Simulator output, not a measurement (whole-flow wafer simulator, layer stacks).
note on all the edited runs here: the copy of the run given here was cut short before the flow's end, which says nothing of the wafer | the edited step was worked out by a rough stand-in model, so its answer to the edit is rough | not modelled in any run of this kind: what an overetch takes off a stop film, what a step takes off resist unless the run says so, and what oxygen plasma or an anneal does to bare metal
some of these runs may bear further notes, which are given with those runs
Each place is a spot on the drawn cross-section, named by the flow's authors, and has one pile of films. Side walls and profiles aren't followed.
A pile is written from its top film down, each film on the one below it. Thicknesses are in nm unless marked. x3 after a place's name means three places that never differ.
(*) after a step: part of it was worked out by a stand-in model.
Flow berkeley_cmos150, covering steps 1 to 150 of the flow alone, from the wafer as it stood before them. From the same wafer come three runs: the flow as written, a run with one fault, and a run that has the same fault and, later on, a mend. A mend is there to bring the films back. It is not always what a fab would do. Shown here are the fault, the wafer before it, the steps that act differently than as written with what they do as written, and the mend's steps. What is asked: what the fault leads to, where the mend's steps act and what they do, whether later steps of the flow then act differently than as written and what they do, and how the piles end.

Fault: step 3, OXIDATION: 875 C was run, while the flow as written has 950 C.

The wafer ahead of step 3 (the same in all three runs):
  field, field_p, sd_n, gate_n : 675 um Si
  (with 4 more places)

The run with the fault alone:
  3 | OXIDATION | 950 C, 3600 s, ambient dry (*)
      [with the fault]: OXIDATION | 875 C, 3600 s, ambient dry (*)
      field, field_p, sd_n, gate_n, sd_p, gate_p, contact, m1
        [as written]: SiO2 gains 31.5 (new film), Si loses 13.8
        [with the fault]: SiO2 gains 15 (new film), Si loses 6.61
  Steps later in the flow that act otherwise than as written (33 other steps are not shown; they differ only slightly, by no more than 2% or 0.5 nm, whichever is larger):
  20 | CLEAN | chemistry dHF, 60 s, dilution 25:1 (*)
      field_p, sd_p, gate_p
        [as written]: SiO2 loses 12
        [with the fault]: SiO2 loses 11.9 (all of it)
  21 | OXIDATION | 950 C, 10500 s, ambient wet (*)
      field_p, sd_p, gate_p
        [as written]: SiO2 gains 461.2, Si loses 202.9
        [with the fault]: SiO2 gains 473 (new film), Si loses 208.1
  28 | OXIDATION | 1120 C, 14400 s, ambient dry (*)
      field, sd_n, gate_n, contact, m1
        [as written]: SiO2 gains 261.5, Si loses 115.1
        [with the fault]: SiO2 gains 275.3, Si loses 121.1
  At the end the piles are close to the flow's at the places that both follow, differing by at most 2% or 0.5 nm, whichever is larger.

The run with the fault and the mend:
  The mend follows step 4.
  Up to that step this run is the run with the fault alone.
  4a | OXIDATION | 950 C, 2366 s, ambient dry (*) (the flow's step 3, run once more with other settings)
      field, field_p, sd_n, gate_n, sd_p, gate_p, contact, m1
        SiO2 gains 16.5, Si loses 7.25
  None of the later steps of the flow differs from how it acts as written, at any place that is followed, by more than 2% or 0.5 nm, whichever is larger.
  By the end, the piles equal the flow's at every place that both follow.
